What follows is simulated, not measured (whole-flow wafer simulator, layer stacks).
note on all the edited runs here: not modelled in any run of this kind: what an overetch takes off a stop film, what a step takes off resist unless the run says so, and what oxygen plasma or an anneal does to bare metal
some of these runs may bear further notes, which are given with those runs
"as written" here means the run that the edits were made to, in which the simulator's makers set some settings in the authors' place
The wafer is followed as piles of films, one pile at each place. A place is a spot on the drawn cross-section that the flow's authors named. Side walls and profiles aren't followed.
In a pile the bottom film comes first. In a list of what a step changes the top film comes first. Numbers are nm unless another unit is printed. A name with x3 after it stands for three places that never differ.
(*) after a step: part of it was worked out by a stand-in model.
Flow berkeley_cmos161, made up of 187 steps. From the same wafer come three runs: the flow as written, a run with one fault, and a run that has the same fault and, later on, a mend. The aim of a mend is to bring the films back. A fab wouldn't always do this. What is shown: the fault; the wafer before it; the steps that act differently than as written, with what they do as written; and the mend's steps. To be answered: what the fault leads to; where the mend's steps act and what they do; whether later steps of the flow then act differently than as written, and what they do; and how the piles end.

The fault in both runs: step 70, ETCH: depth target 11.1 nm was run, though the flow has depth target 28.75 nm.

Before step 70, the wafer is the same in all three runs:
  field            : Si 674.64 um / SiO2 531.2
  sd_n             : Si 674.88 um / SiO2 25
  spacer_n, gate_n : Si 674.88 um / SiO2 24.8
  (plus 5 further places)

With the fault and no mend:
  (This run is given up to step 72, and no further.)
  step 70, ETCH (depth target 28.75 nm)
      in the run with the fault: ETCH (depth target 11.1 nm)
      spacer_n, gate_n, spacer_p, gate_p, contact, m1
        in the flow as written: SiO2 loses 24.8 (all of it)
        in the run with the fault: SiO2 loses 11.1
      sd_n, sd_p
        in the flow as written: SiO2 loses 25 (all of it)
        in the run with the fault: SiO2 loses 11.1
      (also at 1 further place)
  Steps further on in the flow that do not act as written:
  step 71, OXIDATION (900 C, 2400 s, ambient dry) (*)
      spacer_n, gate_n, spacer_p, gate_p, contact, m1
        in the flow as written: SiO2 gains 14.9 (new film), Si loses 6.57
        in the run with the fault: SiO2 gains 11.2, Si loses 4.94
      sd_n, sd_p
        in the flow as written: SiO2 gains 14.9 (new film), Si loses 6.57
        in the run with the fault: SiO2 gains 11.2, Si loses 4.92
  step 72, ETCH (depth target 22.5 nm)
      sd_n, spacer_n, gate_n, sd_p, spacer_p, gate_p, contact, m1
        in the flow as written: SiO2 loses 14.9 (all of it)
        in the run with the fault: SiO2 loses 22.5
  After step 72, at field, sd_n, spacer_n and 6 more, the piles differ from the flow's by more than 2% or 0.5 nm, whichever is larger.
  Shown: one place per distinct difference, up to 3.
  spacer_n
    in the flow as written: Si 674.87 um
    in the run with the fault: Si 674.87 um / SiO2 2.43
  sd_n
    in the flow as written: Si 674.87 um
    in the run with the fault: Si 674.87 um / SiO2 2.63
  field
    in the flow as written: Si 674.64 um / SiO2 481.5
    in the run with the fault: Si 674.64 um / SiO2 499.1

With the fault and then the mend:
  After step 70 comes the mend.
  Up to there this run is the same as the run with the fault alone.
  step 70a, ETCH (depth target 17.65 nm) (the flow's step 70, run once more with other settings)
      spacer_n, gate_n, spacer_p, gate_p, contact, m1
        SiO2 loses 13.7 (all of it)
      sd_n, sd_p
        SiO2 loses 13.9 (all of it)
      field
        SiO2 loses 17.7
  Later steps of the flow that are run all act as written at every place that is followed.
  At every place that both follow, the piles at the end match the flow's.
